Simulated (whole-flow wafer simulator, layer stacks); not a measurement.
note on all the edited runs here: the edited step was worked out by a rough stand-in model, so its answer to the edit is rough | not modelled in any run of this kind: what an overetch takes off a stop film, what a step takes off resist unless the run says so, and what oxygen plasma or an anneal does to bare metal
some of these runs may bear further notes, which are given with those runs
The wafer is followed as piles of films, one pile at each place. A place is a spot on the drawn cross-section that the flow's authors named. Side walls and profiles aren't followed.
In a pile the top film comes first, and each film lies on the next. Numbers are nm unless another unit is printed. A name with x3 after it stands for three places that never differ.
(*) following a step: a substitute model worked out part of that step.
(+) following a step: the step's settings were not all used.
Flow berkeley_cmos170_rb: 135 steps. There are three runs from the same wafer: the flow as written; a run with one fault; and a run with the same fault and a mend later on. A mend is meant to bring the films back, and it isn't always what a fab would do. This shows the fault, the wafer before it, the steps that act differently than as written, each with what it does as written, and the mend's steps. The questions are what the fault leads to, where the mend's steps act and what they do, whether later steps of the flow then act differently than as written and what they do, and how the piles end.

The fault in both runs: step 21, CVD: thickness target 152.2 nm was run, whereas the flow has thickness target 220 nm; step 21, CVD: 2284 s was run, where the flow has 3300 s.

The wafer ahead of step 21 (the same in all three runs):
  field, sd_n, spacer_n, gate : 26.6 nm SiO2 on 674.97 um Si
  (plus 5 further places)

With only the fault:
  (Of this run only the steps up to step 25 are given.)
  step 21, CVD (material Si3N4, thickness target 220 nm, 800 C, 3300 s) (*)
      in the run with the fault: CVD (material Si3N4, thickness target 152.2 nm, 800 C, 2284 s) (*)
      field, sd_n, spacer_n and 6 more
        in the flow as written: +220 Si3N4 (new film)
        in the run with the fault: +152.2 Si3N4 (new film)
  Later steps of the flow up to step 25 that are run all act as written at every place that is followed.
  Once step 25 is done, the piles at field, sd_n, spacer_n and 6 more depart from the flow's by more than 2% or 0.5 nm, whichever is larger.
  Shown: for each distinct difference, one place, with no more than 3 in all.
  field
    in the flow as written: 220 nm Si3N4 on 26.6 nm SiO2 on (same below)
    in the run with the fault: 152.2 nm Si3N4 on 26.6 nm SiO2 on (same below)
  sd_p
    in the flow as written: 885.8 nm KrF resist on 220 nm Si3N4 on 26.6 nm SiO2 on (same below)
    in the run with the fault: 885.8 nm KrF resist on 152.2 nm Si3N4 on 26.6 nm SiO2 on (same below)

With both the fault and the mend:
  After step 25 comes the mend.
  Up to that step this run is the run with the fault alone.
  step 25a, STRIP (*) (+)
      sd_p, spacer_p, gate_p, m1
        -885.8 KrF resist (all of it)
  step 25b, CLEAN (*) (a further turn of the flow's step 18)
      does not change any film at any place that is followed
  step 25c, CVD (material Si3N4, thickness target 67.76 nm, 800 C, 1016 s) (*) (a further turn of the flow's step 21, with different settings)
      field, sd_n, spacer_n and 6 more
        +67.8 Si3N4
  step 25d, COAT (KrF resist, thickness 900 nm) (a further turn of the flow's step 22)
      field, sd_n, spacer_n and 6 more
        +900 KrF resist (new film)
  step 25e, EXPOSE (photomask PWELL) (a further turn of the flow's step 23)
      does not change any film at any place that is followed
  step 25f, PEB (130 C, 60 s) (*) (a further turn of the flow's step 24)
      does not change any film at any place that is followed
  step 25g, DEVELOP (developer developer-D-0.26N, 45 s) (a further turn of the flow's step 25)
      field, sd_n, spacer_n, gate, contact
        -900 KrF resist (all of it)
      sd_p, spacer_p, gate_p, m1
        -14.2 KrF resist
  Later steps of the flow that are run all act as written at every place that is followed, up to a difference of at most 2% or 0.5 nm, whichever is larger.
  At every place that both follow, the piles at the end match the flow's.
